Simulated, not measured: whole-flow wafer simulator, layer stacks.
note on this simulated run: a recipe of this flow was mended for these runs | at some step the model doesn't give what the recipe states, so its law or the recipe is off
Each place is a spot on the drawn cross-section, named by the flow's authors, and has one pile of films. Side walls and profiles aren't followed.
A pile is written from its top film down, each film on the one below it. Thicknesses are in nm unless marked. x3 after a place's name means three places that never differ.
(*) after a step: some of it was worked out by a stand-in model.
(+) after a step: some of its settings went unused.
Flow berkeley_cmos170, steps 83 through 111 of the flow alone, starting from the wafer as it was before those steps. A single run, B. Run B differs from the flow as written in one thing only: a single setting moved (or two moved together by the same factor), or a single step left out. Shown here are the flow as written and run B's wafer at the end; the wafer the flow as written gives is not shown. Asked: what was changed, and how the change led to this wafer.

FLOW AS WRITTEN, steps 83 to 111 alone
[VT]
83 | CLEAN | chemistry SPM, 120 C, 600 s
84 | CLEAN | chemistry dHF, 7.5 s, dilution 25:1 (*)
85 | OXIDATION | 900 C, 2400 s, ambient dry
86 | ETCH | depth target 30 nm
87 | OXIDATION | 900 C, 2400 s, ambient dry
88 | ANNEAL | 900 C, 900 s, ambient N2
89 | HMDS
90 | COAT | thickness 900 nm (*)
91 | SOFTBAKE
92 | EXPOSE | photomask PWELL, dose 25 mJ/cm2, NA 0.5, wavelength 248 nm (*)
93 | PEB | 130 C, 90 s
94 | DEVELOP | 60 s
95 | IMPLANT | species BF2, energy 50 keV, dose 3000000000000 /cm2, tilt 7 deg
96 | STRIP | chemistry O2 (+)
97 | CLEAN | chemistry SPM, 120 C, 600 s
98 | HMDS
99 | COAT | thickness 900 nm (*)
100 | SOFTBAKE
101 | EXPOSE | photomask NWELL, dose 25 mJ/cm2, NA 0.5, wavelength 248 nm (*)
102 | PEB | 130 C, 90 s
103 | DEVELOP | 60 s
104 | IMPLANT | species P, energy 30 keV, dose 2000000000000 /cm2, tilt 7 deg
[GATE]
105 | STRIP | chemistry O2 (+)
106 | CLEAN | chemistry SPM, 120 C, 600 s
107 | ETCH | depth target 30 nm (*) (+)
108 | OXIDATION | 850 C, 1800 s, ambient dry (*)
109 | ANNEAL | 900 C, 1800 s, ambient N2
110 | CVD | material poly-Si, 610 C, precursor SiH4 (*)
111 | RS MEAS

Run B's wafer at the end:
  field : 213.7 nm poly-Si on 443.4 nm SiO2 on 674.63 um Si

Cause: step 86, ETCH: depth target 15 nm was run, though the flow has depth target 30 nm.

How this came from the change, step by step:
  86 | ETCH | depth target 30 nm
      field: -15 SiO2 (as written it would have been: -30 SiO2)
